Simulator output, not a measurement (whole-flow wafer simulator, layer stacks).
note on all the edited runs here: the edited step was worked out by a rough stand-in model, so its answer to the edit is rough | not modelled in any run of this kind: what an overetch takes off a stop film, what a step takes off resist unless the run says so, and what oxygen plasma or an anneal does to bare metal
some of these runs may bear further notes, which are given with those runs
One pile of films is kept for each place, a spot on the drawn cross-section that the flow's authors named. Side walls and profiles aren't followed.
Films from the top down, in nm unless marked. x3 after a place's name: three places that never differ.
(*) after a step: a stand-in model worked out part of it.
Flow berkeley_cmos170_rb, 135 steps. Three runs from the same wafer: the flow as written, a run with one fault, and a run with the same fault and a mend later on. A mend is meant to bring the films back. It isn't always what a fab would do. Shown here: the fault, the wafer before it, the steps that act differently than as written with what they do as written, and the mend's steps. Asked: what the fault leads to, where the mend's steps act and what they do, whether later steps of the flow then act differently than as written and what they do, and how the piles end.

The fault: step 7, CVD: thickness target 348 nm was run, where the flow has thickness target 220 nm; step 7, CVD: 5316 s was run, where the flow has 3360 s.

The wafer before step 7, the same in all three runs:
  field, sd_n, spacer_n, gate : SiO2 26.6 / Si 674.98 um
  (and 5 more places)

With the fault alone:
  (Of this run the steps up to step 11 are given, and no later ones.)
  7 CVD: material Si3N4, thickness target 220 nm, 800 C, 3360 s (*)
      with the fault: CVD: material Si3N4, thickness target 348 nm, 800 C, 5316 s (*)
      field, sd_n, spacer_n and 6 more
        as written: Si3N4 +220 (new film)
        with the fault: Si3N4 +348 (new film)
  No later step of the flow up to step 11 acts differently than as written at any place that is followed.
  After step 11 the piles differ from the flow's by more than 2% or 0.5 nm, whichever is larger, at field, sd_n, spacer_n and 6 more.
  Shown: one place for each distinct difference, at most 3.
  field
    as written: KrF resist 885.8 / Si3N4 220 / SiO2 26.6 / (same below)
    with the fault: KrF resist 885.8 / Si3N4 348 / SiO2 26.6 / (same below)
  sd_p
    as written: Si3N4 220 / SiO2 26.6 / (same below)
    with the fault: Si3N4 348 / SiO2 26.6 / (same below)

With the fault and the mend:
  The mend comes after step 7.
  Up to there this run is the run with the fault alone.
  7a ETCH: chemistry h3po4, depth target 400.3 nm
      field, sd_n, spacer_n and 6 more
        Si3N4 -348 (all of it)
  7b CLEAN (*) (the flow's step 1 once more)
      changes no film at any place that is followed
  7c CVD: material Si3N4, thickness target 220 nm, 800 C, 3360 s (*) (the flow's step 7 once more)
      field, sd_n, spacer_n and 6 more
        Si3N4 +220 (new film)
  No later step of the flow acts differently than as written at any place that is followed.
  At the end the piles are the same as the flow's at every place that both follow.
